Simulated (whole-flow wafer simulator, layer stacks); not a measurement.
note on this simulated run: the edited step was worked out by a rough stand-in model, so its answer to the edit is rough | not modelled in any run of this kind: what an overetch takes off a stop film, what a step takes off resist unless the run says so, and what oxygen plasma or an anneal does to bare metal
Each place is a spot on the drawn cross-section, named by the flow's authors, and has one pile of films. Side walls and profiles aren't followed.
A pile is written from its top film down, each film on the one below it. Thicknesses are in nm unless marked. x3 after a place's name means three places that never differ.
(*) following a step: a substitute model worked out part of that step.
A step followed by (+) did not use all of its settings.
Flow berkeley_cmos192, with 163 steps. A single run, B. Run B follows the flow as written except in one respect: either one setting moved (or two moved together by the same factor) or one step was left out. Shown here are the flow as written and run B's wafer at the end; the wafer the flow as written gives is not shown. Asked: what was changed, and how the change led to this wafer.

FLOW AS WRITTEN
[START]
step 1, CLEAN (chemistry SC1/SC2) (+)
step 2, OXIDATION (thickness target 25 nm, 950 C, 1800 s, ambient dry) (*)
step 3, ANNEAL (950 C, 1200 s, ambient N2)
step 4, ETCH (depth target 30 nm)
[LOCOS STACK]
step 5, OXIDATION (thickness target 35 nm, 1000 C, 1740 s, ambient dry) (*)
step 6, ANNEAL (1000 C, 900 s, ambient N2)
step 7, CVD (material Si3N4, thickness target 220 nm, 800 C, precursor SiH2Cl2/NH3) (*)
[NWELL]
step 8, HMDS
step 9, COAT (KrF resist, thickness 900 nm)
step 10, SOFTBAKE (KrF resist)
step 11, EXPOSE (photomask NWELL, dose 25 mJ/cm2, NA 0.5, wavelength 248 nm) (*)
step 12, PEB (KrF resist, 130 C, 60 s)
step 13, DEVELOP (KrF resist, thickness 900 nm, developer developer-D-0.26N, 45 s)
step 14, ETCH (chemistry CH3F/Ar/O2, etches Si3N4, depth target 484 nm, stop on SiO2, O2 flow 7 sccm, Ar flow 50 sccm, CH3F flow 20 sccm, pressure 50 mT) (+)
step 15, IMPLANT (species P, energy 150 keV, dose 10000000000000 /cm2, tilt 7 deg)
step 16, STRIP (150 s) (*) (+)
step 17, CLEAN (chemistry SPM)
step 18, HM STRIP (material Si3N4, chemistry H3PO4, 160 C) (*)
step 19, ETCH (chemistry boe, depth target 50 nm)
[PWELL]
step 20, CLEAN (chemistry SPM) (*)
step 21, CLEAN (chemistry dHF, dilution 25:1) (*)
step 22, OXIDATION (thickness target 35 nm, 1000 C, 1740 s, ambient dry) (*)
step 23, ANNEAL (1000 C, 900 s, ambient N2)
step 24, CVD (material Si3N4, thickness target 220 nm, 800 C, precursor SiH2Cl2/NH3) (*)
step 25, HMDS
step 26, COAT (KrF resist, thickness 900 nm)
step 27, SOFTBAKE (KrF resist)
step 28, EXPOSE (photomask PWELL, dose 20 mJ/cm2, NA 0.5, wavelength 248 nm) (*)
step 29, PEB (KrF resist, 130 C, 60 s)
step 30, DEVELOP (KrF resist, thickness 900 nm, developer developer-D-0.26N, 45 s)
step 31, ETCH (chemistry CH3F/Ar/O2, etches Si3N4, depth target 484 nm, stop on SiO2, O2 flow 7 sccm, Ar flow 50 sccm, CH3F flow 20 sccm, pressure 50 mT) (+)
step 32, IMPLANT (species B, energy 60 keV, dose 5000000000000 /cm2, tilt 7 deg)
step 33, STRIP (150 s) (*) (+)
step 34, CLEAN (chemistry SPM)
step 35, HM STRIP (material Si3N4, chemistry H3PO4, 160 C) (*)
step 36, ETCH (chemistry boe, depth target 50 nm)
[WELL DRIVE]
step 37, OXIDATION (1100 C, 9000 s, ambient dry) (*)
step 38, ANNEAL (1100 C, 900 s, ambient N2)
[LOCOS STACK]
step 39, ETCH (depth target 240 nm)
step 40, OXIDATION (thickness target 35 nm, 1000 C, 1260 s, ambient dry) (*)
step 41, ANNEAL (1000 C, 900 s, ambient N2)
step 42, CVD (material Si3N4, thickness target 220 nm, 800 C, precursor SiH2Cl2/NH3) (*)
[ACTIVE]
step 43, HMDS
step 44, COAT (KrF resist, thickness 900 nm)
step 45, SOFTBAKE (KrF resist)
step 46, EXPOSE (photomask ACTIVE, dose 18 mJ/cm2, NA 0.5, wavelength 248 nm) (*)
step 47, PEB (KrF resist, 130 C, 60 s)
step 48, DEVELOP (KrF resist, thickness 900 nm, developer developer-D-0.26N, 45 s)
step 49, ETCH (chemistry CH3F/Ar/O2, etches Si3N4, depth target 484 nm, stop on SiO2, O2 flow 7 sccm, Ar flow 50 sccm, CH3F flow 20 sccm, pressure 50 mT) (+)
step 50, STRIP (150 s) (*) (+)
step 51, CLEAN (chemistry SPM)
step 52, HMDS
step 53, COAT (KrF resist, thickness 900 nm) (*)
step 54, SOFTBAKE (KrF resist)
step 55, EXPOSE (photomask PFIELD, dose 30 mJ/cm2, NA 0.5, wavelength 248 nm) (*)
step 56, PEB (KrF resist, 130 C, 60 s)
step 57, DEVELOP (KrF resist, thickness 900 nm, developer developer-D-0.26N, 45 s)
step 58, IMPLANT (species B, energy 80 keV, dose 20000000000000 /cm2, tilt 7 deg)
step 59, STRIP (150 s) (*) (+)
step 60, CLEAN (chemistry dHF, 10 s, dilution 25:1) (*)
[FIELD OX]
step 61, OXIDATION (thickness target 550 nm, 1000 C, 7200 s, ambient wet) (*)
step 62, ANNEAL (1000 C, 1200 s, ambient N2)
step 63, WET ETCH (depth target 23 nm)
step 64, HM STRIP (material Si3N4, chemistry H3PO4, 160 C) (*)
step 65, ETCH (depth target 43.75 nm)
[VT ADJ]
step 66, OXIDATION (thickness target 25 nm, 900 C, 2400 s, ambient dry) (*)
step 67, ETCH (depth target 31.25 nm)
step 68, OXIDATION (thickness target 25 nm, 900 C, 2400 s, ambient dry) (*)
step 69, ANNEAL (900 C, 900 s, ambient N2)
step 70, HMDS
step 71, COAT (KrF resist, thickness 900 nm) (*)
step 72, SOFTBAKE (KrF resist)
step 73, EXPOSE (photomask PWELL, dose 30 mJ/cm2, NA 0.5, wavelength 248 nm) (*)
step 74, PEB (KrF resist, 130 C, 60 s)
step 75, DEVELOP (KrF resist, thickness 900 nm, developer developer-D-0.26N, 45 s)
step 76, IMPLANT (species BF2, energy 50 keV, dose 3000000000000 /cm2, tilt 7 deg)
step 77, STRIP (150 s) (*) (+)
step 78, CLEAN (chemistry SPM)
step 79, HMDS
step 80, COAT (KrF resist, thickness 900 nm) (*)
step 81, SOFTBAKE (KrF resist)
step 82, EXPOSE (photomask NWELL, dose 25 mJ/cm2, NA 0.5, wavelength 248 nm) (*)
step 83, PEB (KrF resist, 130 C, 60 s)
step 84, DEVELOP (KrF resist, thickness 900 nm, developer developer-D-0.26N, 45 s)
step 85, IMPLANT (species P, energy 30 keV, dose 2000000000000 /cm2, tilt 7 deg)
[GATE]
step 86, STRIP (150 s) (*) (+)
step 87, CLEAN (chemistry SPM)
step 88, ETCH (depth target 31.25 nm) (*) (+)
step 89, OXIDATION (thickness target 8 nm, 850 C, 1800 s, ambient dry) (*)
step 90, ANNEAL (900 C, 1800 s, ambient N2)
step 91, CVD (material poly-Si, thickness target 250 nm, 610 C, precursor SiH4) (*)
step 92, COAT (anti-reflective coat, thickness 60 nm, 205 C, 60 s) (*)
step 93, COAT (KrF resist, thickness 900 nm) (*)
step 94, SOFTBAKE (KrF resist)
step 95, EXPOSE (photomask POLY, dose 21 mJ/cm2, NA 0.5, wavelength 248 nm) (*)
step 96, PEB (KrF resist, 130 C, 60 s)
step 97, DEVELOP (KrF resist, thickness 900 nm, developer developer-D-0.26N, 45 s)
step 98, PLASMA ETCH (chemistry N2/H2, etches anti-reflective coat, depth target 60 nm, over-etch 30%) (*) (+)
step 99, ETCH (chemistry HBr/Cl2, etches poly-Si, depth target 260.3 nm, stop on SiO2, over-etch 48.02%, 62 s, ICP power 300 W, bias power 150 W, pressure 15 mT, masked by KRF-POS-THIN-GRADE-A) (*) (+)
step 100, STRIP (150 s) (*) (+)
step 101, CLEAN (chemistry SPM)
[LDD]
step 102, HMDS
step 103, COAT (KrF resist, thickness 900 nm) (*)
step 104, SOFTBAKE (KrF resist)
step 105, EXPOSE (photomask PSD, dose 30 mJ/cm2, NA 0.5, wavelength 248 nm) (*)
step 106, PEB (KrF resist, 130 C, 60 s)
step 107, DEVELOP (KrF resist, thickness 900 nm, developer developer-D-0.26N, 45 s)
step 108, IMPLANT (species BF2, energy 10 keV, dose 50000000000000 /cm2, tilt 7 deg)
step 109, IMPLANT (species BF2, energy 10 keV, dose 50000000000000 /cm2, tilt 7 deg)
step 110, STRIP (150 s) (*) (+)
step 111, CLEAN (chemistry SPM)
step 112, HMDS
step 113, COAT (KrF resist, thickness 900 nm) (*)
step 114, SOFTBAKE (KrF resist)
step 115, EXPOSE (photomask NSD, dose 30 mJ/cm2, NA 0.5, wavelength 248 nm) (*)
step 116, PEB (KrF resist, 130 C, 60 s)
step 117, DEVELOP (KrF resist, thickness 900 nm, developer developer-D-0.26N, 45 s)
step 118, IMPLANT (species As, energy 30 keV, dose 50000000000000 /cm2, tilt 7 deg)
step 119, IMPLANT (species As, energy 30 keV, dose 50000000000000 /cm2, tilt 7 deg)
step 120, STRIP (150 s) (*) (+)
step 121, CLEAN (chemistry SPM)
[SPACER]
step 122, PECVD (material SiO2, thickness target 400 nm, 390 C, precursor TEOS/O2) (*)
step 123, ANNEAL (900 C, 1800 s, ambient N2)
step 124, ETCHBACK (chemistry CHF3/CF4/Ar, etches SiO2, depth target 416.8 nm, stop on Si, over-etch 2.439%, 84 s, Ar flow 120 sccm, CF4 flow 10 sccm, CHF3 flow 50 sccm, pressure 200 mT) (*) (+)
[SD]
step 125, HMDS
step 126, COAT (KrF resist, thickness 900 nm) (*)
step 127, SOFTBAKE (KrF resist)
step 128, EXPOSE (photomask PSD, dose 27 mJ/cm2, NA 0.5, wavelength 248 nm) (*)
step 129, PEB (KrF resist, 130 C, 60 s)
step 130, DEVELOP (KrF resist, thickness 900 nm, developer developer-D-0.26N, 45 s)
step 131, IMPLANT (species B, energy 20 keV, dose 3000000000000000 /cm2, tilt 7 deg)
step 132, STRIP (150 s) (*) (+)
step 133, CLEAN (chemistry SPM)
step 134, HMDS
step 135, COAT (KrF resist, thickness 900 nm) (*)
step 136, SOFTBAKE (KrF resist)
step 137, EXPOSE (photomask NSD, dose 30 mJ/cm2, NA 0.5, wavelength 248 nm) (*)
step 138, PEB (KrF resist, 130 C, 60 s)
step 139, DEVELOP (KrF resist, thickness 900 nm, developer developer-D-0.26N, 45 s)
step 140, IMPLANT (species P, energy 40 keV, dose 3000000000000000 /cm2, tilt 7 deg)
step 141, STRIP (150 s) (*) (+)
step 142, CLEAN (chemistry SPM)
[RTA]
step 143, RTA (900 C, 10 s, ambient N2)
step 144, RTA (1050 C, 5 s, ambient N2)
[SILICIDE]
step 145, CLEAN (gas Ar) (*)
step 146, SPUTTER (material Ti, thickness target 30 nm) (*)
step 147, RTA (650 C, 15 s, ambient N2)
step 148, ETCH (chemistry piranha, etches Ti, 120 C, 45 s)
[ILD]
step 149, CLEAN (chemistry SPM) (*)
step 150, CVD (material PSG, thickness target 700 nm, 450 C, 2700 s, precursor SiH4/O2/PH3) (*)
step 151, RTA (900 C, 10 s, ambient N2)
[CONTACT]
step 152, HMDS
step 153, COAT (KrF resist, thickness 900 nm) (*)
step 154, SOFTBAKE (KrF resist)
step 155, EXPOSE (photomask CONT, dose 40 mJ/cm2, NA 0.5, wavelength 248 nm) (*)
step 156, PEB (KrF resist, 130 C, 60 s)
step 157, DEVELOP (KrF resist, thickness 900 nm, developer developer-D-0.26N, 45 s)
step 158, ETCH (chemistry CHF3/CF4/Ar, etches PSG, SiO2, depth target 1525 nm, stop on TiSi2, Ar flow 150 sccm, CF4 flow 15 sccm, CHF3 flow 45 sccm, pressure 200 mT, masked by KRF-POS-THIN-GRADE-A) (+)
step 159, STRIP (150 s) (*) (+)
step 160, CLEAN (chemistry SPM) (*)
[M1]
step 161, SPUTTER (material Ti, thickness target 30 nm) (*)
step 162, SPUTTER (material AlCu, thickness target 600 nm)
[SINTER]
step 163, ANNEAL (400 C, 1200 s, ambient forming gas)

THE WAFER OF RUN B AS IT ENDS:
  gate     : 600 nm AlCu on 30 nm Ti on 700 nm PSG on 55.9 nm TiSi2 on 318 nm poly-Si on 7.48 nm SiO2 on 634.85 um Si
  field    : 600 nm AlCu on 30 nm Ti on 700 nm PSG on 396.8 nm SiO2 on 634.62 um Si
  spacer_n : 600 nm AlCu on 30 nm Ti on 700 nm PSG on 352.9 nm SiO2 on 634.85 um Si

What caused this: step 91, CVD: thickness target 377 nm was run, while the flow as written has thickness target 250 nm.

How this came from the change, step by step:
  step 91, CVD (material poly-Si, thickness target 250 nm, 610 C, precursor SiH4) (*)
      field, sd_n, spacer_n and 6 more: poly-Si gains 377 (new film) (in the flow as written it would be: poly-Si gains 250 (new film))
  step 92, COAT (anti-reflective coat, thickness 60 nm, 205 C, 60 s) (*)
      field: anti-reflective coat gains 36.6 (new film) (in the flow as written it would be: anti-reflective coat gains 35.3 (new film))
      sd_n: anti-reflective coat gains 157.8 (new film) (in the flow as written it would be: anti-reflective coat gains 152.4 (new film))
      (as well as at 1 more place)
  step 98, PLASMA ETCH (chemistry N2/H2, etches anti-reflective coat, depth target 60 nm, over-etch 30%) (*) (+)
      field: anti-reflective coat loses 36.6 (all of it), poly-Si loses 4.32 (in the flow as written it would be: anti-reflective coat loses 35.3 (all of it), poly-Si loses 4.18)
      sd_n: anti-reflective coat loses 157.8 (all of it), poly-Si loses 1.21 (in the flow as written it would be: anti-reflective coat loses 152.4 (all of it), poly-Si loses 1.17)
      (as well as at 1 more place)
  step 99, ETCH (chemistry HBr/Cl2, etches poly-Si, depth target 260.3 nm, stop on SiO2, over-etch 48.02%, 62 s, ICP power 300 W, bias power 150 W, pressure 15 mT, masked by KRF-POS-THIN-GRADE-A) (*) (+)
      spacer_n, spacer_p: poly-Si loses 372.6 (all of it), SiO2 loses 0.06 (in the flow as written it would be: poly-Si loses 245.8 (all of it), SiO2 loses 1.74)
      field: poly-Si loses 372.7 (all of it), SiO2 loses 0.06 (in the flow as written it would be: poly-Si loses 245.8 (all of it), SiO2 loses 1.74)
      (as well as at 4 more places)
  step 103, COAT (KrF resist, thickness 900 nm) (*)
      gate: KrF resist gains 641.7 (new film) (in the flow as written it would be: KrF resist gains 748 (new film))
      gate_p: KrF resist gains 637.9 (new film) (in the flow as written it would be: KrF resist gains 744.1 (new film))
  step 107, DEVELOP (KrF resist, thickness 900 nm, developer developer-D-0.26N, 45 s)
      gate_p: KrF resist loses 636.9 (all of it) (in the flow as written it would be: KrF resist loses 742.9 (all of it))
  step 110, STRIP (150 s) (*) (+)
      gate: KrF resist loses 626.6 (all of it), chemical SiO2 gains 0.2, poly-Si loses 0.09 (in the flow as written it would be: KrF resist loses 732.7 (all of it), chemical SiO2 gains 0.2, poly-Si loses 0.09)
  step 113, COAT (KrF resist, thickness 900 nm) (*)
      gate: KrF resist gains 641.7 (new film) (in the flow as written it would be: KrF resist gains 747.9 (new film))
      gate_p: KrF resist gains 637.7 (new film) (in the flow as written it would be: KrF resist gains 743.9 (new film))
  step 117, DEVELOP (KrF resist, thickness 900 nm, developer developer-D-0.26N, 45 s)
      gate: KrF resist loses 640.7 (all of it) (in the flow as written it would be: KrF resist loses 746.8 (all of it))
  step 120, STRIP (150 s) (*) (+)
      gate_p: KrF resist loses 622.6 (all of it), chemical SiO2 gains 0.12, poly-Si loses 0.05 (in the flow as written it would be: KrF resist loses 728.6 (all of it), chemical SiO2 gains 0.12, poly-Si loses 0.05)
  step 124, ETCHBACK (chemistry CHF3/CF4/Ar, etches SiO2, depth target 416.8 nm, stop on Si, over-etch 2.439%, 84 s, Ar flow 120 sccm, CF4 flow 10 sccm, CHF3 flow 50 sccm, pressure 200 mT) (*) (+)
      spacer_n: SiO2 loses 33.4 (in the flow as written it would be: SiO2 loses 160)
      spacer_p: SiO2 loses 33.4 (in the flow as written it would be: SiO2 loses 159.9)
  step 126, COAT (KrF resist, thickness 900 nm) (*)
      spacer_n: KrF resist gains 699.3 (new film) (in the flow as written it would be: KrF resist gains 791.6 (new film))
      gate: KrF resist gains 681.5 (new film) (in the flow as written it would be: KrF resist gains 771.5 (new film))
      (as well as at 2 more places)
  step 130, DEVELOP (KrF resist, thickness 900 nm, developer developer-D-0.26N, 45 s)
      spacer_p: KrF resist loses 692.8 (all of it) (in the flow as written it would be: KrF resist loses 784.6 (all of it))
      gate_p: KrF resist loses 674.8 (all of it) (in the flow as written it would be: KrF resist loses 764.3 (all of it))
  step 132, STRIP (150 s) (*) (+)
      spacer_n: KrF resist loses 684.1 (all of it) (in the flow as written it would be: KrF resist loses 776.1 (all of it))
      gate: chemical SiO2 gains 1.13 (new film), KrF resist loses 666.3 (all of it), poly-Si loses 0.5 (in the flow as written it would be: chemical SiO2 gains 1.13 (new film), KrF resist loses 756.1 (all of it), poly-Si loses 0.5)
  step 135, COAT (KrF resist, thickness 900 nm) (*)
      spacer_n: KrF resist gains 699.6 (new film) (in the flow as written it would be: KrF resist gains 791.1 (new film))
      gate: KrF resist gains 681.1 (new film) (in the flow as written it would be: KrF resist gains 770.3 (new film))
      (as well as at 2 more places)
  step 139, DEVELOP (KrF resist, thickness 900 nm, developer developer-D-0.26N, 45 s)
      spacer_n: KrF resist loses 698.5 (all of it) (in the flow as written it would be: KrF resist loses 789.9 (all of it))
      gate: KrF resist loses 680.1 (all of it) (in the flow as written it would be: KrF resist loses 769.1 (all of it))
  ... 2 other steps ...
  step 159, STRIP (150 s) (*) (+)
      field: KrF resist loses 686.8 (all of it) (in the flow as written it would be: KrF resist loses 671.6 (all of it))
      spacer_n: KrF resist loses 552.9 (all of it) (in the flow as written it would be: KrF resist loses 620.3 (all of it))
      (as well as at 4 more places)
